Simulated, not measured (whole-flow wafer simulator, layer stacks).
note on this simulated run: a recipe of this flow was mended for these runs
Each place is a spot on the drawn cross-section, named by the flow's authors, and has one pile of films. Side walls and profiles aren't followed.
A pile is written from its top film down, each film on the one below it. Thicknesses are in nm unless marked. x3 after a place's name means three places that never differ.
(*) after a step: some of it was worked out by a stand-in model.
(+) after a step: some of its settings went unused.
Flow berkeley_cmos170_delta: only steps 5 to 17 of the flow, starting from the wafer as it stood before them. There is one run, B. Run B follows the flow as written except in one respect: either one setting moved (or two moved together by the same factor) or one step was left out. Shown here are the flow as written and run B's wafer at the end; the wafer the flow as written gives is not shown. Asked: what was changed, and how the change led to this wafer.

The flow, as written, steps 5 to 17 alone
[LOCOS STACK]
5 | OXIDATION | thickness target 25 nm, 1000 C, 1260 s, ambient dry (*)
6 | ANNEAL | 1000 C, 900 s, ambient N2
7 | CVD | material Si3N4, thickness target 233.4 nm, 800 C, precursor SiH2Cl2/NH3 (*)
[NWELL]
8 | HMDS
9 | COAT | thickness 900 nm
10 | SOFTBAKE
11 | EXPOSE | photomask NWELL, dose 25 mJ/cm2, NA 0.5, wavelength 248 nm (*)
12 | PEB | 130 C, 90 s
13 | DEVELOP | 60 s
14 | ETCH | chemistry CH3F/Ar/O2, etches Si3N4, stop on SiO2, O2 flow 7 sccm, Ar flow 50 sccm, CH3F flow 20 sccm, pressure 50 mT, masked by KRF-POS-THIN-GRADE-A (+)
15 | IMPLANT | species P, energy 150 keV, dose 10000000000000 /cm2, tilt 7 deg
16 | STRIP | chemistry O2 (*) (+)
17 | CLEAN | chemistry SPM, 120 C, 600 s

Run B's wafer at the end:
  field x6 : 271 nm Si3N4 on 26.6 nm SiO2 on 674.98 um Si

What caused this: step 7, CVD: thickness target 271 nm was run, whereas the flow has thickness target 233.4 nm.
The wafer lets one read it off: field x6 has Si3N4 271, and step 7 as written asks for 233.4 nm.

The path from the change to this, step by step:
  7 | CVD | material Si3N4, thickness target 233.4 nm, 800 C, precursor SiH2Cl2/NH3 (*)
      field x6, sd_p x3: Si3N4 gains 271 (new film) (as written it would have been: Si3N4 gains 233.4 (new film))
  14 | ETCH | chemistry CH3F/Ar/O2, etches Si3N4, stop on SiO2, O2 flow 7 sccm, Ar flow 50 sccm, CH3F flow 20 sccm, pressure 50 mT, masked by KRF-POS-THIN-GRADE-A (+)
      field x6: KrF-resist loses 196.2 (as written it would have been: KrF-resist loses 171.2)
      sd_p x3: Si3N4 loses 271 (all of it), SiO2 loses 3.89 (as written it would have been: Si3N4 loses 233.4 (all of it), SiO2 loses 3.89)
  16 | STRIP | chemistry O2 (*) (+)
      field x6: KrF-resist loses 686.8 (all of it) (as written it would have been: KrF-resist loses 711.9 (all of it))
